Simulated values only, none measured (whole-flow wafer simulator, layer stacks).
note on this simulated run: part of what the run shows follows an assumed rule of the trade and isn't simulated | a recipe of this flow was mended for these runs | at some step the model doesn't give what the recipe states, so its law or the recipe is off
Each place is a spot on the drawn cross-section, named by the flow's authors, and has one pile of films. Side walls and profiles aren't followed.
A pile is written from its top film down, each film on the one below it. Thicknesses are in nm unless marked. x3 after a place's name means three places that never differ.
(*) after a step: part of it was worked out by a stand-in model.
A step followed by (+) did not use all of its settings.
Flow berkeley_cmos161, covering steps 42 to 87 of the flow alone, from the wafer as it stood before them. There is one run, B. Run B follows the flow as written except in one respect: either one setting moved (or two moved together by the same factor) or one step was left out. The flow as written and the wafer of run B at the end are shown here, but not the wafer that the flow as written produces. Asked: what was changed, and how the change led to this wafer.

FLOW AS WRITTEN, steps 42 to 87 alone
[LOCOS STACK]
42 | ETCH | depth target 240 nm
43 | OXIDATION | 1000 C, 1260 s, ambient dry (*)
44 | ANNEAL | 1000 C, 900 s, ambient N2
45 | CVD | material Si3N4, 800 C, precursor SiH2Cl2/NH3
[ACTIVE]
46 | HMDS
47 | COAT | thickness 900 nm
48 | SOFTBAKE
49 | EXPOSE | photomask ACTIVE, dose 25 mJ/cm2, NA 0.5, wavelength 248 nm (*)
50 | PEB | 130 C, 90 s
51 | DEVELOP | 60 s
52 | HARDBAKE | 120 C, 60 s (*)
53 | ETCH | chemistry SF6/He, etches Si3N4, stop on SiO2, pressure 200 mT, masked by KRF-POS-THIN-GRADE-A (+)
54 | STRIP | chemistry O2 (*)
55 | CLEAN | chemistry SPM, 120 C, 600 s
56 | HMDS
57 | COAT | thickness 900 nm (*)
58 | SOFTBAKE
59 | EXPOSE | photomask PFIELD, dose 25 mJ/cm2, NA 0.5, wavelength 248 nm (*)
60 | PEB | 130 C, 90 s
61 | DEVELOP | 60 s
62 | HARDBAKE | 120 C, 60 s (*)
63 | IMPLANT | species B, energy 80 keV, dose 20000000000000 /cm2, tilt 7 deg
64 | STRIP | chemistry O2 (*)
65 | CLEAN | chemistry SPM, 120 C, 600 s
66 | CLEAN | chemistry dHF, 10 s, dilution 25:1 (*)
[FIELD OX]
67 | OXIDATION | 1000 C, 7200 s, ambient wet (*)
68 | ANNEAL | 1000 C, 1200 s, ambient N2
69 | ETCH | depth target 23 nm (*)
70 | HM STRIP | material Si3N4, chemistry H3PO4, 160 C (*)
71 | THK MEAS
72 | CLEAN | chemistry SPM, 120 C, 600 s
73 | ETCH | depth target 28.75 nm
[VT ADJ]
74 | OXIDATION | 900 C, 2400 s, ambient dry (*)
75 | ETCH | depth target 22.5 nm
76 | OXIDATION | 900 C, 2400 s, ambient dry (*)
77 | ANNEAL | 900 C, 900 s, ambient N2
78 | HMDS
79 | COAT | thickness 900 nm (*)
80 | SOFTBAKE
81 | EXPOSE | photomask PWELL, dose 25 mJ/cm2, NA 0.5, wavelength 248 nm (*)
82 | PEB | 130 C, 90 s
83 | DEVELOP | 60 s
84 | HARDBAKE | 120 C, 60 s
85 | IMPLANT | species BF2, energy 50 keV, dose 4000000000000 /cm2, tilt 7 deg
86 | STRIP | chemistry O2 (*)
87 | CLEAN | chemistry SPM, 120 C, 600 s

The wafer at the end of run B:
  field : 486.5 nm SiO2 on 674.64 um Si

What caused this: step 73, ETCH: depth target 18.4 nm was run, while the flow as written has depth target 28.75 nm.

Step by step, how the change led to this:
  73 | ETCH | depth target 28.75 nm
      field: -18.4 SiO2 (in the flow as written it would be: -28.7 SiO2)
